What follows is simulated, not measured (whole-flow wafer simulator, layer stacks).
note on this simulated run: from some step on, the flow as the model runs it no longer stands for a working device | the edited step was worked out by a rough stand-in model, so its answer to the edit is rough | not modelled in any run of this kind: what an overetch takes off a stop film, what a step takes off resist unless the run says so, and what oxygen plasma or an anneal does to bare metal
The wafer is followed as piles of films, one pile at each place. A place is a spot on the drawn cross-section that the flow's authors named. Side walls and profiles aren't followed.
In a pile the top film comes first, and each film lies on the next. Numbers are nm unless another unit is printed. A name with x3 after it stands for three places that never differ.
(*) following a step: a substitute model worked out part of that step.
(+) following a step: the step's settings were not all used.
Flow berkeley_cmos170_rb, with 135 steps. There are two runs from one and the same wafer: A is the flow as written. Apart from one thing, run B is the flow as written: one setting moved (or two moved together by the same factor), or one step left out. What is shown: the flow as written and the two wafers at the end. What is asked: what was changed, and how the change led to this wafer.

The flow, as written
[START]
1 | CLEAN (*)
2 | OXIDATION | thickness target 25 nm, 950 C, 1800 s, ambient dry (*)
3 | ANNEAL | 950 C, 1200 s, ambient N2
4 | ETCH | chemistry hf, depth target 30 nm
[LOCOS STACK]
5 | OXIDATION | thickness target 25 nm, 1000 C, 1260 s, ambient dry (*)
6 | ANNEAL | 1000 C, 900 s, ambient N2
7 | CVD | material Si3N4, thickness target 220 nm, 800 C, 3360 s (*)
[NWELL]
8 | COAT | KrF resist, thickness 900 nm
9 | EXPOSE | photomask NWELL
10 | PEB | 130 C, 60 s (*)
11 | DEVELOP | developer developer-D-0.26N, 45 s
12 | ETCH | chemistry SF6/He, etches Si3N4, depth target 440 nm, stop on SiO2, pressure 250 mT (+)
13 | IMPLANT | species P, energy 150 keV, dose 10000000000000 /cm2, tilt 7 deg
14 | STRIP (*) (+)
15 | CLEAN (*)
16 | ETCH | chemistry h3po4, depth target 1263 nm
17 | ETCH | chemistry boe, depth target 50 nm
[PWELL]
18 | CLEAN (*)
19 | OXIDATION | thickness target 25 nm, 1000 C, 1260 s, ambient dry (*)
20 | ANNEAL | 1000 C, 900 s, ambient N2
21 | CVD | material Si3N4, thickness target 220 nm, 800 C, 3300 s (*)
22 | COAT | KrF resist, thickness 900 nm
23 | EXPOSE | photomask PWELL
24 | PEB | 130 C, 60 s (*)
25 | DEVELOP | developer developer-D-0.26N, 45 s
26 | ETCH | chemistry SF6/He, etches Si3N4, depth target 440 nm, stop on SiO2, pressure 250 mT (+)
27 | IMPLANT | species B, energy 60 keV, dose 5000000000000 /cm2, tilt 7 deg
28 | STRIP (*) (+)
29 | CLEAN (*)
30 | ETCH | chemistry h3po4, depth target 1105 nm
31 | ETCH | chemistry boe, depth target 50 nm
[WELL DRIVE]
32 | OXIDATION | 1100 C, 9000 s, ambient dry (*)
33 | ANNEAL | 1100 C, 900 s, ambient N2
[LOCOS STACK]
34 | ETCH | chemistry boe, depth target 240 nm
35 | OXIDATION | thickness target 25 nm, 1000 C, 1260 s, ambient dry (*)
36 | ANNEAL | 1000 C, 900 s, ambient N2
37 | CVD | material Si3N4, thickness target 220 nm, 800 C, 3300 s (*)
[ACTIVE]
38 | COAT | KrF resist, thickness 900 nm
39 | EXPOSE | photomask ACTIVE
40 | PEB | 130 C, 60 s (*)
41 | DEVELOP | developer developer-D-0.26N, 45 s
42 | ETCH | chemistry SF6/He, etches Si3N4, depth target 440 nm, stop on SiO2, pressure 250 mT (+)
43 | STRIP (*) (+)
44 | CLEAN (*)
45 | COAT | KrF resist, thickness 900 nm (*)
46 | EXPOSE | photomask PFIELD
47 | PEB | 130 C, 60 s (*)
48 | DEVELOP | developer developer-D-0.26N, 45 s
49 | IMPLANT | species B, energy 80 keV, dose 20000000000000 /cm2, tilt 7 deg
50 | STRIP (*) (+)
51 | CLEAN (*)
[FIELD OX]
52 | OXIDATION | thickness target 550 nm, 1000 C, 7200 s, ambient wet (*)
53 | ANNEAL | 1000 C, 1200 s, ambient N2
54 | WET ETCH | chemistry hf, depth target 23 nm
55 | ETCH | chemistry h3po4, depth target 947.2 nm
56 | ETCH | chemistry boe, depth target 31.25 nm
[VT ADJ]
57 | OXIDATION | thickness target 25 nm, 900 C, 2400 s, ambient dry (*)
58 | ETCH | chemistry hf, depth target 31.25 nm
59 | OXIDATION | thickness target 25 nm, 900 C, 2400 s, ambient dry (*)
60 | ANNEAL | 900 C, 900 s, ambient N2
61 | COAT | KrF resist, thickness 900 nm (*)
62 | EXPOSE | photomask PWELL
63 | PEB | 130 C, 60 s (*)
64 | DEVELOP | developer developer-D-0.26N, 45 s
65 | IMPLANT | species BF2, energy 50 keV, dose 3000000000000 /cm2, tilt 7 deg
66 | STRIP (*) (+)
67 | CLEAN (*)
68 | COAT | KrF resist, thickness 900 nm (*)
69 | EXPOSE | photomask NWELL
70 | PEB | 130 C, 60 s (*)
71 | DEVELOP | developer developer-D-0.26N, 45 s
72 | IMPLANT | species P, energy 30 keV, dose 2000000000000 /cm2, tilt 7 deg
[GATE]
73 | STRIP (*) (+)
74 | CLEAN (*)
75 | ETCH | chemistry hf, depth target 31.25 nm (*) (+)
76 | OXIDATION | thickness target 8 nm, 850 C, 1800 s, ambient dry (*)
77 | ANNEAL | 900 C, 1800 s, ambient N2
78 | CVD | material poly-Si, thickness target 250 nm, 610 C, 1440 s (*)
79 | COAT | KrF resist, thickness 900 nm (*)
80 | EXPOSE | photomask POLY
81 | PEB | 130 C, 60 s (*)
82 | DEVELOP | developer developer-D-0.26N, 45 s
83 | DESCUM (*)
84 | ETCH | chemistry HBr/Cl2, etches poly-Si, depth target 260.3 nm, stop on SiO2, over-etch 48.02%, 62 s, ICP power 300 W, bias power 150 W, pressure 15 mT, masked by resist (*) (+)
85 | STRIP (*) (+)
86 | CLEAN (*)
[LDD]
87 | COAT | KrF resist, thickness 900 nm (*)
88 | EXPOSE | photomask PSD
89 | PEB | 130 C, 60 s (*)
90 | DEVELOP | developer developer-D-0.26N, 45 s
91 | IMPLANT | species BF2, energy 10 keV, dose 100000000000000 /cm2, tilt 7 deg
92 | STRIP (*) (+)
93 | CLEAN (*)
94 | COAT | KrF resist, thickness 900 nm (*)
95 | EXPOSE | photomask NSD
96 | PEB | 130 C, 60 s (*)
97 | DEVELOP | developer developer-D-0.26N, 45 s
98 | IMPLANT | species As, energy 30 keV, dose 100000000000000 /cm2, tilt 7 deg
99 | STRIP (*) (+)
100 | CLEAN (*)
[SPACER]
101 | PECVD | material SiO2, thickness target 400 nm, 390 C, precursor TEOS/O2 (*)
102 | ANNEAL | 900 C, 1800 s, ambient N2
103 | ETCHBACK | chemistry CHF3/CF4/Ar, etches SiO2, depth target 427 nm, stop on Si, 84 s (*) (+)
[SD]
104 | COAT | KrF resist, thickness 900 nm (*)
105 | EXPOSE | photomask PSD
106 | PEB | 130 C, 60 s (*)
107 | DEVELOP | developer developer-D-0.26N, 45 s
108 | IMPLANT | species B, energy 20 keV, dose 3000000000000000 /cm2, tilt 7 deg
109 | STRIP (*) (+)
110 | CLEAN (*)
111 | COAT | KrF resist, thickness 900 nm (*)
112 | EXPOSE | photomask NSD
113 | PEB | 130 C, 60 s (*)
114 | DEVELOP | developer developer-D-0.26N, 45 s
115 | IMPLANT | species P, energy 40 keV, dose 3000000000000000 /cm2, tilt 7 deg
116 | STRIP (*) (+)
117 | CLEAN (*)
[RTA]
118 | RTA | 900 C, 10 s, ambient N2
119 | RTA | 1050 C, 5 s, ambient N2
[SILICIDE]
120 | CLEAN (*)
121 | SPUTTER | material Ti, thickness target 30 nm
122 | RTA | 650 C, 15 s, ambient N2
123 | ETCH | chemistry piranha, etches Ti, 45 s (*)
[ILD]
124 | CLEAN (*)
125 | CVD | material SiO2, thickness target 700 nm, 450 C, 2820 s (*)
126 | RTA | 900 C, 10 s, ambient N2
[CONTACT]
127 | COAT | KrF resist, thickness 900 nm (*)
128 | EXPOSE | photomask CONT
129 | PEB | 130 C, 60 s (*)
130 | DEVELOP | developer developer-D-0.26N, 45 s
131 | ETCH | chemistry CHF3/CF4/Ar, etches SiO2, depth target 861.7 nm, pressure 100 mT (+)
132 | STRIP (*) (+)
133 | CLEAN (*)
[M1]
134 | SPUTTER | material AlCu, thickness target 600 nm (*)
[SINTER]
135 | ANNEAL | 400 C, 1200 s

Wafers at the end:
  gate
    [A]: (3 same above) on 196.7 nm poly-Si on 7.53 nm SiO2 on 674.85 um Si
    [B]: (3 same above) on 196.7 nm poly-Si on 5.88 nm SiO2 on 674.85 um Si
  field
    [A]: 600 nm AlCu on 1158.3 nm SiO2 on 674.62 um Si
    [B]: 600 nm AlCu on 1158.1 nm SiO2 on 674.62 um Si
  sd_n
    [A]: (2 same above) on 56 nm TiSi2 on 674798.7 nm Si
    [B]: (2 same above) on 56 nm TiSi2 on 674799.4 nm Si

Cause: step 76, OXIDATION: 1170 s was run, while the flow as written has 1800 s.

Step by step, how the change led to this:
  76 | OXIDATION | thickness target 8 nm, 850 C, 1800 s, ambient dry (*)
      sd_n, spacer_n, gate, sd_p, spacer_p, gate_p, contact, m1: A +7.53 SiO2 (new film), -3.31 Si | B +5.88 SiO2 (new film), -2.59 Si
